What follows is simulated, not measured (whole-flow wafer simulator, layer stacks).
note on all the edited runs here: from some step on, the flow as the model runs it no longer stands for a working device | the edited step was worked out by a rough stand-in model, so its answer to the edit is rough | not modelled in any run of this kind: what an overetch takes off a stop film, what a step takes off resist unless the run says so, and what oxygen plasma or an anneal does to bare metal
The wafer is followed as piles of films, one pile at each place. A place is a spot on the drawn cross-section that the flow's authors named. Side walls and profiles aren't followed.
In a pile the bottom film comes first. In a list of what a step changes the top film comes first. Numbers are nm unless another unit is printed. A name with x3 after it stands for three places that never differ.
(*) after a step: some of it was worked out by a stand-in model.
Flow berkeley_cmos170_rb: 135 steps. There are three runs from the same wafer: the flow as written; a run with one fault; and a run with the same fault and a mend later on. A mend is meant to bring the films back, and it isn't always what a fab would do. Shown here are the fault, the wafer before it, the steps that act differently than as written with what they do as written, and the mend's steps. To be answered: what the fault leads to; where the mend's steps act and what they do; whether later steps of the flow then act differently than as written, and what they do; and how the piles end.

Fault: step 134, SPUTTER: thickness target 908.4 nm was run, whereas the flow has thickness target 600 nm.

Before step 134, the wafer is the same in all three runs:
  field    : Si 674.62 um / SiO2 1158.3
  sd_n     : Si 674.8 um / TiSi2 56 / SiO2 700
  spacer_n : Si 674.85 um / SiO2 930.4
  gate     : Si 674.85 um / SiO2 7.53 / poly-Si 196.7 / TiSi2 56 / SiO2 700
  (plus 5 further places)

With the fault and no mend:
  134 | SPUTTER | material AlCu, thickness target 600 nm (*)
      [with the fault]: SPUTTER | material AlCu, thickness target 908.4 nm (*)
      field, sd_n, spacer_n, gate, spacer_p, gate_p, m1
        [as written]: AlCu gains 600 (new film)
        [with the fault]: AlCu gains 908.4 (new film)
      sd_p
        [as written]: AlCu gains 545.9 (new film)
        [with the fault]: AlCu gains 843.4 (new film)
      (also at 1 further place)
  Later steps of the flow that are run all act as written at every place that is followed.
  The piles end different from the flow's at field, sd_n, spacer_n and 6 more by more than 2% or 0.5 nm, whichever is larger.
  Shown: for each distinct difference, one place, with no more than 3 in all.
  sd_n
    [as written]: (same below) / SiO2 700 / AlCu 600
    [with the fault]: (same below) / SiO2 700 / AlCu 908.4
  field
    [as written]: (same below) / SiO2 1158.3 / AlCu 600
    [with the fault]: (same below) / SiO2 1158.3 / AlCu 908.4
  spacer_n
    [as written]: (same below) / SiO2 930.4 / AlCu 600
    [with the fault]: (same below) / SiO2 930.4 / AlCu 908.4

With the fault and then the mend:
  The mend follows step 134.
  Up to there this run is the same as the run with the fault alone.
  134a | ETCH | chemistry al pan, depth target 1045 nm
      field, sd_n, spacer_n, gate, spacer_p, gate_p, m1
        AlCu loses 908.4 (all of it)
      sd_p
        AlCu loses 843.4 (all of it)
      contact
        AlCu loses 612.6 (all of it)
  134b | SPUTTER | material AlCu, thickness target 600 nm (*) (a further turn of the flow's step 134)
      field, sd_n, spacer_n, gate, spacer_p, gate_p, m1
        AlCu gains 600 (new film)
      sd_p
        AlCu gains 545.9 (new film)
      contact
        AlCu gains 415.1 (new film)
  Later steps of the flow that are run all act as written at every place that is followed.
  The piles end the same as the flow's at every place that both follow.
